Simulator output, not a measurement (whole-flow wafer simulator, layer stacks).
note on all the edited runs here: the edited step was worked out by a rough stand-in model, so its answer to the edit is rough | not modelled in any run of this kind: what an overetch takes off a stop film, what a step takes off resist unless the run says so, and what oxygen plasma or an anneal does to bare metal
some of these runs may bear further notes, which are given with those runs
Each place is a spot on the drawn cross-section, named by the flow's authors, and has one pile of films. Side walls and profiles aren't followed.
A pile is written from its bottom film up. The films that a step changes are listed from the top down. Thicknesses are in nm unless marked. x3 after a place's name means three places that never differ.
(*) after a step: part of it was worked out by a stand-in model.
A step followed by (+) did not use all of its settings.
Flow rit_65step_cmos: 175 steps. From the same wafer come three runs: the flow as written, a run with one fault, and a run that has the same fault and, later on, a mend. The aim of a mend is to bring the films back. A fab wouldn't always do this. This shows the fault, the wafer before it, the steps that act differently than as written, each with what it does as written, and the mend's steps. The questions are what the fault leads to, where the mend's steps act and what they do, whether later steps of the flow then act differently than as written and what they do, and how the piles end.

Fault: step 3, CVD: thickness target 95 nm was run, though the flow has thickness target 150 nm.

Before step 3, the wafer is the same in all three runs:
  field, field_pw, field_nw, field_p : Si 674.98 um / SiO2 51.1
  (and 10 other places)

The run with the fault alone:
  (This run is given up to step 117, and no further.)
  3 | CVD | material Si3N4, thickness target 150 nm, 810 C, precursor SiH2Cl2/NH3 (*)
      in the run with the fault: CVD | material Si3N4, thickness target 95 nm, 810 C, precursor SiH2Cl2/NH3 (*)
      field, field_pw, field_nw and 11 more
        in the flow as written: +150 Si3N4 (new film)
        in the run with the fault: +95 Si3N4 (new film)
  Later steps of the flow acting differently than as written (36 more steps, not shown, differ only slightly: by at most 2% or 0.5 nm, whichever is larger):
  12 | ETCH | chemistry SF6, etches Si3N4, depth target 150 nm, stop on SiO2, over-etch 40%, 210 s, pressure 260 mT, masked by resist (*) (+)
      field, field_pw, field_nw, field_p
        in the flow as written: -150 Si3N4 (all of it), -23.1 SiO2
        in the run with the fault: -95 Si3N4 (all of it), -44.2 SiO2
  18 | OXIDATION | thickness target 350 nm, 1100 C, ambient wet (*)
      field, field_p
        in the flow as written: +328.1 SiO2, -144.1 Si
        in the run with the fault: +345.4 SiO2, -151.7 Si
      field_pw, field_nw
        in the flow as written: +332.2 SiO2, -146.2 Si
        in the run with the fault: +348.4 SiO2, -153.3 Si
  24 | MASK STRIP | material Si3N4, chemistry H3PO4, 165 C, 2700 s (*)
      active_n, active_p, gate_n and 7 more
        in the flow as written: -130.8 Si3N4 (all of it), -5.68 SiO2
        in the run with the fault: -75.8 Si3N4 (all of it), -7.78 SiO2
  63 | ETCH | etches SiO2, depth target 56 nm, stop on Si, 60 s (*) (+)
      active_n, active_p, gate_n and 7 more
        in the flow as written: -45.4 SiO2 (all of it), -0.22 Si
        in the run with the fault: -43.3 SiO2 (all of it), -0.26 Si
  After step 117 the piles are close to the flow's at the places that both follow, differing by at most 2% or 0.5 nm, whichever is larger.

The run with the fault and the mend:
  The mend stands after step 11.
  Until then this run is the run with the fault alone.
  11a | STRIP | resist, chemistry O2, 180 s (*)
      active_n, active_p, gate_n and 7 more
        -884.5 resist (all of it)
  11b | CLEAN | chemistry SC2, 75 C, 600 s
      does not change any film at any place that is followed
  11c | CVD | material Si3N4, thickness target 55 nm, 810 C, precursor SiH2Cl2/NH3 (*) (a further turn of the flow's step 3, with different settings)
      field, field_pw, field_nw and 11 more
        +55 Si3N4
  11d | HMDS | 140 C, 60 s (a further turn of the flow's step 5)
      does not change any film at any place that is followed
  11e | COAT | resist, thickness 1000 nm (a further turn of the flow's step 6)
      field, field_pw, field_nw and 11 more
        +1000 resist (new film)
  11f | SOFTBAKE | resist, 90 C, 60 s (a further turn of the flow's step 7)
      does not change any film at any place that is followed
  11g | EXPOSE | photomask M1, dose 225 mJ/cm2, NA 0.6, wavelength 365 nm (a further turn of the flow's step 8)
      does not change any film at any place that is followed
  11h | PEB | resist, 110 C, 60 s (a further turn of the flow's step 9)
      field, field_pw, field_nw and 11 more
        -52 resist
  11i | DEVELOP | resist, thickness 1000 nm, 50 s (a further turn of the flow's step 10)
      field, field_pw, field_nw, field_p
        -948 resist (all of it)
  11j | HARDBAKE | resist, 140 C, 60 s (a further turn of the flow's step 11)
      active_n, active_p, gate_n and 7 more
        -63.5 resist
  Every later step of the flow that is run acts as written at every place that is followed.
  The piles end the same as the flow's at every place that both follow.
